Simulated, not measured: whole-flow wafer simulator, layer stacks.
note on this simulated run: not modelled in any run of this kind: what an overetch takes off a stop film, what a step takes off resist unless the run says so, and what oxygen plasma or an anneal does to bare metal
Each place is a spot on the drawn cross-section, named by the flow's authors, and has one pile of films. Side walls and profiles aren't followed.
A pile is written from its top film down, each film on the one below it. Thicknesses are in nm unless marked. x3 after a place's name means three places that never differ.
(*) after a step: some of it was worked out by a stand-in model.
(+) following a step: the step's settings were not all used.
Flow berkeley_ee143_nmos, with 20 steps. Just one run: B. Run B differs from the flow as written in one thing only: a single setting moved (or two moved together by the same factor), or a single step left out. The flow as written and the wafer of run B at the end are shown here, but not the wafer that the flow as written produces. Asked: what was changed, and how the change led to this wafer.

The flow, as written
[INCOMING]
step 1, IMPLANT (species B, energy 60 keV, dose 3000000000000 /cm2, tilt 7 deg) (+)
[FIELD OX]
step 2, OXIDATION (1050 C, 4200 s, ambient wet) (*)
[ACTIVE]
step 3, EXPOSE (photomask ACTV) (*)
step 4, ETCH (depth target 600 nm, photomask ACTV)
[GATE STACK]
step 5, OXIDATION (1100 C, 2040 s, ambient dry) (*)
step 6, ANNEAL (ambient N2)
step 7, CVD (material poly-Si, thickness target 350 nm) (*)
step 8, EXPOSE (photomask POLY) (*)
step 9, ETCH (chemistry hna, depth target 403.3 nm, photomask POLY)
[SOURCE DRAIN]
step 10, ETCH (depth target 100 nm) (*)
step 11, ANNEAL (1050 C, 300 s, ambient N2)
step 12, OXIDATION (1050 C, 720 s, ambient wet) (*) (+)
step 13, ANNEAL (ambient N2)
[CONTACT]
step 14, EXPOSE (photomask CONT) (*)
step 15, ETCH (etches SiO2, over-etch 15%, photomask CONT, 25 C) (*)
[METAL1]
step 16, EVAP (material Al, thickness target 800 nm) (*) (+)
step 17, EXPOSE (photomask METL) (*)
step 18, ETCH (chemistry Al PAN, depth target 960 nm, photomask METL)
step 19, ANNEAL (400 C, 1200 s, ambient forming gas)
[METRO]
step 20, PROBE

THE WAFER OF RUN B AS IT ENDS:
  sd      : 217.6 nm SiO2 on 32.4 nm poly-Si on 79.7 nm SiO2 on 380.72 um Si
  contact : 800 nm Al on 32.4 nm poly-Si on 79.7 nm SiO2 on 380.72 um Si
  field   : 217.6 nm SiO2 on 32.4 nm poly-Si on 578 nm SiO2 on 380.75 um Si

What caused this: step 9, ETCH: depth target 221.8 nm was run, though the flow has depth target 403.3 nm.

Step by step, how the change led to this:
  step 9, ETCH (chemistry hna, depth target 403.3 nm, photomask POLY)
      sd, contact, field: poly-Si loses 221.8 (in the flow as written it would be: poly-Si loses 350 (all of it))
  step 10, ETCH (depth target 100 nm) (*)
      sd, contact: nothing (in the flow as written it would be: SiO2 loses 79.7 (all of it))
      field: nothing (in the flow as written it would be: SiO2 loses 100)
  step 12, OXIDATION (1050 C, 720 s, ambient wet) (*) (+)
      sd, contact: SiO2 gains 217.6 (new film), poly-Si loses 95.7 (in the flow as written it would be: SiO2 gains 189.4 (new film), Si loses 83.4)
      field: SiO2 gains 217.6 (new film), poly-Si loses 95.7 (in the flow as written it would be: SiO2 gains 69.1, Si loses 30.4)
  step 15, ETCH (etches SiO2, over-etch 15%, photomask CONT, 25 C) (*)
      contact: SiO2 loses 217.6 (all of it) (in the flow as written it would be: SiO2 loses 189.4 (all of it))
